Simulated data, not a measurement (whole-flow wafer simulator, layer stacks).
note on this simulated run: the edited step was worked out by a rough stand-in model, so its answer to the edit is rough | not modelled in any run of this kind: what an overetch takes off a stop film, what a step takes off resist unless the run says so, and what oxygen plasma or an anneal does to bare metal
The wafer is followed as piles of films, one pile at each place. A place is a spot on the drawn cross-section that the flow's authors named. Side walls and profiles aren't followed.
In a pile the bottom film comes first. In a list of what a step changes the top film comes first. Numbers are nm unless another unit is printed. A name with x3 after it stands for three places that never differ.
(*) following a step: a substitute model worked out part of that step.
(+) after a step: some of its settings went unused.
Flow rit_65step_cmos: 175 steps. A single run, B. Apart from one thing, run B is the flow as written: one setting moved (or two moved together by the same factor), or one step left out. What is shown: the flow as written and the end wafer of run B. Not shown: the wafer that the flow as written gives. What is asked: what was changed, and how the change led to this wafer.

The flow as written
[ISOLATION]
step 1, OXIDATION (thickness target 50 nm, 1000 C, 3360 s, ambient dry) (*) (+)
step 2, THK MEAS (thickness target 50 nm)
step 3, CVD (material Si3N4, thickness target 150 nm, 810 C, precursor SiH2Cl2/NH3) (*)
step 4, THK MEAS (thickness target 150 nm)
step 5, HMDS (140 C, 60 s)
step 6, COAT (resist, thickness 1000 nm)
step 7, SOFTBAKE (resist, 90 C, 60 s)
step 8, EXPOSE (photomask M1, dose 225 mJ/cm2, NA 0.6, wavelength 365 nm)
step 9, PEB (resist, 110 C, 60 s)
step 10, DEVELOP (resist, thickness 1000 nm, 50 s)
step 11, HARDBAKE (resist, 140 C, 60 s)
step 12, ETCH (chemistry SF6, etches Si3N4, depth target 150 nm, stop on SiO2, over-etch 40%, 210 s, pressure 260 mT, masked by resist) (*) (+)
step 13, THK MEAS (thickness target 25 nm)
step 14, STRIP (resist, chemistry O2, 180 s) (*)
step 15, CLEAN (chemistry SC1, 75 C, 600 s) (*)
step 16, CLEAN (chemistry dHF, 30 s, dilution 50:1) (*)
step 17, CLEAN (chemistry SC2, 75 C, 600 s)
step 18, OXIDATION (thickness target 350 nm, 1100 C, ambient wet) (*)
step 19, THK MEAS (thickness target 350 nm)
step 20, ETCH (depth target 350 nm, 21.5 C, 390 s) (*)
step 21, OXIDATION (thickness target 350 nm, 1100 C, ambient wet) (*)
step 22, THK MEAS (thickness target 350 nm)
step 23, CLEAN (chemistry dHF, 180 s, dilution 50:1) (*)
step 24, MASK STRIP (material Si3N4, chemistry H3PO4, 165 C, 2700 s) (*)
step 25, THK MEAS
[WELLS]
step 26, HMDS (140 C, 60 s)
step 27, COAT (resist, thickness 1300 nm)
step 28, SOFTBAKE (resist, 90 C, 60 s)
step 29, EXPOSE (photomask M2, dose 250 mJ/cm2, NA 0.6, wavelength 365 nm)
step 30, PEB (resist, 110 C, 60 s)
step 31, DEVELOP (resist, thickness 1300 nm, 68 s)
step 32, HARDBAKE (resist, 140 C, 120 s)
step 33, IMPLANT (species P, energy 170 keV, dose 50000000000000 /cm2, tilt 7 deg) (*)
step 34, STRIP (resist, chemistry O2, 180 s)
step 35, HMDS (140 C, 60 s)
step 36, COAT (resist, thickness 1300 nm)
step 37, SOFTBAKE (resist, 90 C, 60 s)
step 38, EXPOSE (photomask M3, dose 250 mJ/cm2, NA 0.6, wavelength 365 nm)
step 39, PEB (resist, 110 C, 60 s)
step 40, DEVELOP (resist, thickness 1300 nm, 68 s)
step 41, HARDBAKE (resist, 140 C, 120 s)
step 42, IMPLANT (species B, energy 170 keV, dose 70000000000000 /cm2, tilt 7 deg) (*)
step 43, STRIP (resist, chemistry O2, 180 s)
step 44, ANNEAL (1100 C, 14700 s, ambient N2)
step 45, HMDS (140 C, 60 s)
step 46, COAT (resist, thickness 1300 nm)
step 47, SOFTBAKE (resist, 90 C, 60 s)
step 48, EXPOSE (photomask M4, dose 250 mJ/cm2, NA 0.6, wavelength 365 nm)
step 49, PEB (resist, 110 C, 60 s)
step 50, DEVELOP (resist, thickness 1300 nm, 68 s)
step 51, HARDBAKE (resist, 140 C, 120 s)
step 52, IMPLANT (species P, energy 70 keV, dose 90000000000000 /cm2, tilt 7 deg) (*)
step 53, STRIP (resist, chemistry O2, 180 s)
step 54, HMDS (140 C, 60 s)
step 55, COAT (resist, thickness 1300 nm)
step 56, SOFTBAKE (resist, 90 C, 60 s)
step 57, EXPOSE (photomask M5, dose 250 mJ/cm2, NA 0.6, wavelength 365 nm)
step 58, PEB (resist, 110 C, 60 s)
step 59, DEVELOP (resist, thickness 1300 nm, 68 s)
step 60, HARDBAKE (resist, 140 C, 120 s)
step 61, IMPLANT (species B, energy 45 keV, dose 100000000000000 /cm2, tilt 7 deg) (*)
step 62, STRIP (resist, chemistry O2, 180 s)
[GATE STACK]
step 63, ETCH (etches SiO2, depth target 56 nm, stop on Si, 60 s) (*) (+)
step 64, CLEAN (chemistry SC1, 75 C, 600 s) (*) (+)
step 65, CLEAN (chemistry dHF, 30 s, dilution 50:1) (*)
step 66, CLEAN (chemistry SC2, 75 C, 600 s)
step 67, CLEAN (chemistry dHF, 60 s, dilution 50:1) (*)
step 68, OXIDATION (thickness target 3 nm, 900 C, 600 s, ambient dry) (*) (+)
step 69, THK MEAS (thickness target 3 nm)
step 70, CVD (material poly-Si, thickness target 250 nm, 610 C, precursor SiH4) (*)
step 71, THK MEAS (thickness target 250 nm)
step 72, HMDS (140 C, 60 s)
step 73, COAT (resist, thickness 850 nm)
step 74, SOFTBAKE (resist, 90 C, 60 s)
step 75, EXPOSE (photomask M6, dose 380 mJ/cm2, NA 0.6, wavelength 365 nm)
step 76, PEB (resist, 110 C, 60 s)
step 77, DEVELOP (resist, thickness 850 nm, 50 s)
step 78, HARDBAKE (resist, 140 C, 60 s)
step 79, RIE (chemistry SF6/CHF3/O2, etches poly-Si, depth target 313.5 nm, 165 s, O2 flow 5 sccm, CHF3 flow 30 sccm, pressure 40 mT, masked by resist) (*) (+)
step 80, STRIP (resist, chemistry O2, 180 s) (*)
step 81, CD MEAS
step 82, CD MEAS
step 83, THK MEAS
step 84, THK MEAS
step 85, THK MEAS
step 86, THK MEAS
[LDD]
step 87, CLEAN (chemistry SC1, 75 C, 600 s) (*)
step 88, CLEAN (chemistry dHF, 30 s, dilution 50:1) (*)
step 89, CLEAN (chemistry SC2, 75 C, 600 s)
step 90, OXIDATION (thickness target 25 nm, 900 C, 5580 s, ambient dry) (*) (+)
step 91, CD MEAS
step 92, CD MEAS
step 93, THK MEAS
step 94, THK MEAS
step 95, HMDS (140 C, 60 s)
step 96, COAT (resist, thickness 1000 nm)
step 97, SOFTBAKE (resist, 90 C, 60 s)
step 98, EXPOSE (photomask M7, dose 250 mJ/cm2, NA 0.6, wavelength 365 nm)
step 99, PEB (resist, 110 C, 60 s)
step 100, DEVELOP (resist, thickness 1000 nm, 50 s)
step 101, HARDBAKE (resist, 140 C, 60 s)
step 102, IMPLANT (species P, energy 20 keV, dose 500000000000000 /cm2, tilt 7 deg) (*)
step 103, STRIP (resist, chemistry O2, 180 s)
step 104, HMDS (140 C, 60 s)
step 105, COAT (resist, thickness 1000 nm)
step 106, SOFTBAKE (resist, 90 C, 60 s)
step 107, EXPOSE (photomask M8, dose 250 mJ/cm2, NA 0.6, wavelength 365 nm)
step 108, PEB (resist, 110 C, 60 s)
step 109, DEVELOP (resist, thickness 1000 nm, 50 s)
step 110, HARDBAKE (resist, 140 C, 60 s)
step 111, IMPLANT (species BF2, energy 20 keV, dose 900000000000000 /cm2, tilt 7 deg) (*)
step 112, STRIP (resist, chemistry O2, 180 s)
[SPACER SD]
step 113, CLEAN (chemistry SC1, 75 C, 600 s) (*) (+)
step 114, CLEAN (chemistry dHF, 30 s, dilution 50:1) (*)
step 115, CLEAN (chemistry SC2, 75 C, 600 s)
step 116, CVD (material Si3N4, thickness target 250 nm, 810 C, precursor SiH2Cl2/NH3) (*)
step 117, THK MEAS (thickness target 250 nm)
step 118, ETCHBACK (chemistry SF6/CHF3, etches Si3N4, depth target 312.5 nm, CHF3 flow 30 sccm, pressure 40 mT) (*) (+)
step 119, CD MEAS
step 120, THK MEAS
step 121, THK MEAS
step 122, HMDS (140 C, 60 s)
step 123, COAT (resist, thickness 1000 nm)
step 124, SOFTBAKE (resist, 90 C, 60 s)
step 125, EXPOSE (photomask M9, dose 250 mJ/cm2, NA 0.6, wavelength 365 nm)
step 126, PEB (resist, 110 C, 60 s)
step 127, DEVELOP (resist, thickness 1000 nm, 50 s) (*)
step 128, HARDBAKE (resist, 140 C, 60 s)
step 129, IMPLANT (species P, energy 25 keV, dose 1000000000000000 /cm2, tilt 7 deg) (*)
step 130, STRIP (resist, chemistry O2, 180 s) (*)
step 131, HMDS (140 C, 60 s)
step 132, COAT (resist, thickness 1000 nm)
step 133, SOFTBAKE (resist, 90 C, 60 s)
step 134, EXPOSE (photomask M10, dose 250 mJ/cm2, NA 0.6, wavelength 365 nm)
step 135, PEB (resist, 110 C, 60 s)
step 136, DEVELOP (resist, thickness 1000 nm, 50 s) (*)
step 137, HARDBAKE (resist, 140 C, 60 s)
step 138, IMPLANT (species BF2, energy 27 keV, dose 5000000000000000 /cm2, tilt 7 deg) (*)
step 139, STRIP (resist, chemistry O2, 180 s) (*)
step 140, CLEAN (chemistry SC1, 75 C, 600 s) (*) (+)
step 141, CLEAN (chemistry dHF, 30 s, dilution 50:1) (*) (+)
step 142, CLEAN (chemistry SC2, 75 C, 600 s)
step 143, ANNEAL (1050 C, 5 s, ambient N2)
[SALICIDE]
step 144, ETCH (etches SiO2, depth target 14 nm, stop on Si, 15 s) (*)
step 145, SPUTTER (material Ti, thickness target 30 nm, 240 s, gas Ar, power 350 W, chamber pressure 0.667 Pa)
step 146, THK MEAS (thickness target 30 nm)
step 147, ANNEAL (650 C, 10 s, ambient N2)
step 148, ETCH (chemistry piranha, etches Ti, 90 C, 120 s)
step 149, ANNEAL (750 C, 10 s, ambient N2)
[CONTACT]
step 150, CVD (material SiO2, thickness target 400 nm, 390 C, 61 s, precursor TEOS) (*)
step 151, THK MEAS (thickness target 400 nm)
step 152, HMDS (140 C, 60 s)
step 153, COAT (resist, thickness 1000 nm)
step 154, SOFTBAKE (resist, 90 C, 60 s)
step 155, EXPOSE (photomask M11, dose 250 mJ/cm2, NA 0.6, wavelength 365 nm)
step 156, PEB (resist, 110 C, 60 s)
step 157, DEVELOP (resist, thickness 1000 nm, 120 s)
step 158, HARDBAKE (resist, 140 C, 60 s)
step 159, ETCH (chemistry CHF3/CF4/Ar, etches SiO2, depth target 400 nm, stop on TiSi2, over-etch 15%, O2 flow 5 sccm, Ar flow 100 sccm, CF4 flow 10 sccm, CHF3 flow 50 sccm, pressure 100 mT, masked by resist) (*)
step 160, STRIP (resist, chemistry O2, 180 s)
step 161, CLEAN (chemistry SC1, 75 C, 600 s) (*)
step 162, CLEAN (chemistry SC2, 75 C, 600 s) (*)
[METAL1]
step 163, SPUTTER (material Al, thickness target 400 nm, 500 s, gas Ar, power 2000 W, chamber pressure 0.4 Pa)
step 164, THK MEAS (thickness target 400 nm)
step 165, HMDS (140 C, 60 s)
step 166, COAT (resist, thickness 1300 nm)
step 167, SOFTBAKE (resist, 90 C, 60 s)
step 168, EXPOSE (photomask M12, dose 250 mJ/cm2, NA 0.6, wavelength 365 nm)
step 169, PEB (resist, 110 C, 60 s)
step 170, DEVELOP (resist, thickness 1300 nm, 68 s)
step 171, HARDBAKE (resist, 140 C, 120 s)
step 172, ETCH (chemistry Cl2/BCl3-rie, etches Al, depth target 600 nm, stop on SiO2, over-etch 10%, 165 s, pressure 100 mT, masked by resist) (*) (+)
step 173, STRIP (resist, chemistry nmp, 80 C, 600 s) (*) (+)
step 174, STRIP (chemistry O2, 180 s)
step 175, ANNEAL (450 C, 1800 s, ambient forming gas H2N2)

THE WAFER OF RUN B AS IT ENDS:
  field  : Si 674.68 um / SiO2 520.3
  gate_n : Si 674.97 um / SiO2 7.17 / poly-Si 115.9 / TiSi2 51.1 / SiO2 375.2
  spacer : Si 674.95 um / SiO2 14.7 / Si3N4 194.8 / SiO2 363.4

Cause: step 102, IMPLANT: dose 350000000000000 /cm2 was run, whereas the flow has dose 500000000000000 /cm2.

The path from the change to this, step by step:
  step 114, CLEAN (chemistry dHF, 30 s, dilution 50:1) (*)
      field, active_n, gate_n, spacer, sd_n, contact, m1: SiO2 loses 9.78 (in the flow as written it would be: SiO2 loses 10.5)
  step 118, ETCHBACK (chemistry SF6/CHF3, etches Si3N4, depth target 312.5 nm, CHF3 flow 30 sccm, pressure 40 mT) (*) (+)
      gate_n: Si3N4 loses 250 (all of it), SiO2 loses 17.1 (all of it), poly-Si loses 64 (in the flow as written it would be: Si3N4 loses 250 (all of it), SiO2 loses 16.3 (all of it), poly-Si loses 65.5)
